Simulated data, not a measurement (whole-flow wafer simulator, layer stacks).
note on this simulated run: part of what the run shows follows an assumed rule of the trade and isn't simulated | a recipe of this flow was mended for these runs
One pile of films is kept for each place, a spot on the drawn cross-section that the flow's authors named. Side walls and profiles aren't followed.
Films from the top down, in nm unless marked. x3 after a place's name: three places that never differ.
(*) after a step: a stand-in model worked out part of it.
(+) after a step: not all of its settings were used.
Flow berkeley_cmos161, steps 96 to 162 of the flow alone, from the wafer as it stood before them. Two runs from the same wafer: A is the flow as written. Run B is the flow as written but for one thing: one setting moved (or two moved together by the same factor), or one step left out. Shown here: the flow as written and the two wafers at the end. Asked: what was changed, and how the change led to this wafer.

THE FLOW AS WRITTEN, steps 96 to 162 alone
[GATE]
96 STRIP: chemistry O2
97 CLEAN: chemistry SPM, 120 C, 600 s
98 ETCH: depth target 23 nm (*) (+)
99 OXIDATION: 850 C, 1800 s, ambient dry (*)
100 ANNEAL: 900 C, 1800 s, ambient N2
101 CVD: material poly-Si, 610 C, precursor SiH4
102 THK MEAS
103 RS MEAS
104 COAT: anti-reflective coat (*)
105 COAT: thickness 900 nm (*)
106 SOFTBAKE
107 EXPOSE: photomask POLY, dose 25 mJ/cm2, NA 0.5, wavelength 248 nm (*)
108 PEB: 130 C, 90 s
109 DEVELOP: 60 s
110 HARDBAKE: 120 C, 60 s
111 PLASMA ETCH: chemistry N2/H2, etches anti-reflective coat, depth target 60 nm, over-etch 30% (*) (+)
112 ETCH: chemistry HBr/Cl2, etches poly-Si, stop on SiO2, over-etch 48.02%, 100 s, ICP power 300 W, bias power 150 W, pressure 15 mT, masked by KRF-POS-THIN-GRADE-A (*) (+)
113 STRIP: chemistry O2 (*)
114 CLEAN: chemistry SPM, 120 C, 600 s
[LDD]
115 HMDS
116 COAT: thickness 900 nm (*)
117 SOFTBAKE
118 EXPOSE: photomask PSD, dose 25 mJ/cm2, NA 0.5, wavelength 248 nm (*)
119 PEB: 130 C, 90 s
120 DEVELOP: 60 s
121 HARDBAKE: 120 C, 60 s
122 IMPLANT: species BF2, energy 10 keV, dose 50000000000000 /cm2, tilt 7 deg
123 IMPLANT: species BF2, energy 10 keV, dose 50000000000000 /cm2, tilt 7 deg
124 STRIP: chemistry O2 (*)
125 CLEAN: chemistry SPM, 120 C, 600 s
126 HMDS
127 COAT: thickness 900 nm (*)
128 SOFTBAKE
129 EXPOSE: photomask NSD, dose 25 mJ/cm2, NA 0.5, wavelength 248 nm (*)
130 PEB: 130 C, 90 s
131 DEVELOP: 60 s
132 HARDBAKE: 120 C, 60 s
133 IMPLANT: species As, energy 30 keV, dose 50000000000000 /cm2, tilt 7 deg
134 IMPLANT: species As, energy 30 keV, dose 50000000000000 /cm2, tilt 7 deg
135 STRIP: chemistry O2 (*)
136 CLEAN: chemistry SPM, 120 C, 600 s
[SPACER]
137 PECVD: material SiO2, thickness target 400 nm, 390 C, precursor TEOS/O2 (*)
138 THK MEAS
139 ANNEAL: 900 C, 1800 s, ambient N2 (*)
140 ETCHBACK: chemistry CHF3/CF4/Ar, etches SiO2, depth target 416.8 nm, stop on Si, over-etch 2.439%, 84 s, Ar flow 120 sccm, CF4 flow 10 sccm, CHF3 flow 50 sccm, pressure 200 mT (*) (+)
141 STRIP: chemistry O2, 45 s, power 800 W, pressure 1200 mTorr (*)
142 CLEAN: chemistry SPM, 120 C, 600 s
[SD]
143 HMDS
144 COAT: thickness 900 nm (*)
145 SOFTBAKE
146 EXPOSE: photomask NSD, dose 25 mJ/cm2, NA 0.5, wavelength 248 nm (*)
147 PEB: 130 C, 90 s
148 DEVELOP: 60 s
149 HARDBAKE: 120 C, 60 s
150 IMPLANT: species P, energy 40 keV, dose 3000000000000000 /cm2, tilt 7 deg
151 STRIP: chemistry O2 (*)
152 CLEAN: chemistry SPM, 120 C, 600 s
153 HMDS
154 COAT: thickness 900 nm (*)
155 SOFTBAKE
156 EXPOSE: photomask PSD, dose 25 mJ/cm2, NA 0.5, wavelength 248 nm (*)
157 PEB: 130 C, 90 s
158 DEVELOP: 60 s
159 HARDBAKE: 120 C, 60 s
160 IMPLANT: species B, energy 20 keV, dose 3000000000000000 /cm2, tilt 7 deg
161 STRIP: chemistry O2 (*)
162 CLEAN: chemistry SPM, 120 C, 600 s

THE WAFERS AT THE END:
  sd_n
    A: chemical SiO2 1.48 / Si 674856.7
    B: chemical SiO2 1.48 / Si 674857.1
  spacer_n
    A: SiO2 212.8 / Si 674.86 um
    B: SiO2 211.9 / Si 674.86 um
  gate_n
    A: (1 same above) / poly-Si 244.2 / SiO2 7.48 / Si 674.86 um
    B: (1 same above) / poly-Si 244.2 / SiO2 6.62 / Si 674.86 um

The cause: step 99, OXIDATION: 838 C was run, where the flow has 850 C.

How the change led to this, step by step:
  99 OXIDATION: 850 C, 1800 s, ambient dry (*)
      sd_n, spacer_n, gate_n, sd_p, spacer_p, gate_p, contact, m1: A SiO2 +7.48 (new film), Si -3.29 | B SiO2 +6.62 (new film), Si -2.91
